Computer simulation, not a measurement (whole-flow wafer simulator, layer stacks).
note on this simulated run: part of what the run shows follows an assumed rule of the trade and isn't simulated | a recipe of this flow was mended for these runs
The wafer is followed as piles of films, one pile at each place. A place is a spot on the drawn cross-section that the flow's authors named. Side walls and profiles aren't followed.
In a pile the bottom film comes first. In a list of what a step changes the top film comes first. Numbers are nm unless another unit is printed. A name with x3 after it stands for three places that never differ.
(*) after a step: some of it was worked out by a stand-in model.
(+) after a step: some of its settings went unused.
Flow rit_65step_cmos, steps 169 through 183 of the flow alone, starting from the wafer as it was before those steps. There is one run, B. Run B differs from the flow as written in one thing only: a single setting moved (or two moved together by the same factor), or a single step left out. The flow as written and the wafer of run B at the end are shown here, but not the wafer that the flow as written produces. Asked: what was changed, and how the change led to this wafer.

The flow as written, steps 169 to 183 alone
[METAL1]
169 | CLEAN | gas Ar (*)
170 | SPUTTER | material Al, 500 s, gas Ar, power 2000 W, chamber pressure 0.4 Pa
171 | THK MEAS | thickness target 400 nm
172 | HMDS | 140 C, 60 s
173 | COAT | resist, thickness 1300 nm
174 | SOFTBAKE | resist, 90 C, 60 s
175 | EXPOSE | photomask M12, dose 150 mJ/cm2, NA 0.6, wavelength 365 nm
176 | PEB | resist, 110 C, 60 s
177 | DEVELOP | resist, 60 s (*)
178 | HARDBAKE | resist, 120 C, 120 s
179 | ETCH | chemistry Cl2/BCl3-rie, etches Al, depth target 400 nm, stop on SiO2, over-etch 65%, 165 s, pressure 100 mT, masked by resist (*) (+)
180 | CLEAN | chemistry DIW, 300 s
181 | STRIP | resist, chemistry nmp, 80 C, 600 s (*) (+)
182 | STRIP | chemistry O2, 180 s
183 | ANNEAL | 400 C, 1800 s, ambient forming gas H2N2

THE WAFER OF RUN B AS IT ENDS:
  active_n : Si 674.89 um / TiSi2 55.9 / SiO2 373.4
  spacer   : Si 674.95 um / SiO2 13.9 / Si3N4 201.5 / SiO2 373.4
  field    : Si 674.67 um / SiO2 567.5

What caused this: step 170, SPUTTER: 631 s was run, while the flow as written has 500 s.

How this came from the change, step by step:
  170 | SPUTTER | material Al, 500 s, gas Ar, power 2000 W, chamber pressure 0.4 Pa
      field, field_pw, field_nw and 10 more: +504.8 Al (new film) (it would be, as written: +400 Al (new film))
      contact: +314.5 Al (new film) (it would be, as written: +255.4 Al (new film))
  173 | COAT | resist, thickness 1300 nm
      contact: +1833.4 resist (new film) (it would be, as written: +1785.1 resist (new film))
  176 | PEB | resist, 110 C, 60 s
      contact: -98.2 resist (it would be, as written: -95.5 resist)
  178 | HARDBAKE | resist, 120 C, 120 s
      contact: -64 resist (it would be, as written: -62.1 resist)
  179 | ETCH | chemistry Cl2/BCl3-rie, etches Al, depth target 400 nm, stop on SiO2, over-etch 65%, 165 s, pressure 100 mT, masked by resist (*) (+)
      field, field_pw, field_nw and 9 more: -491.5 Al (all of it), -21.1 SiO2 (it would be, as written: -386.7 Al (all of it), -34.2 SiO2)
  181 | STRIP | resist, chemistry nmp, 80 C, 600 s (*) (+)
      contact: -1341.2 resist (all of it) (it would be, as written: -1297.5 resist (all of it))
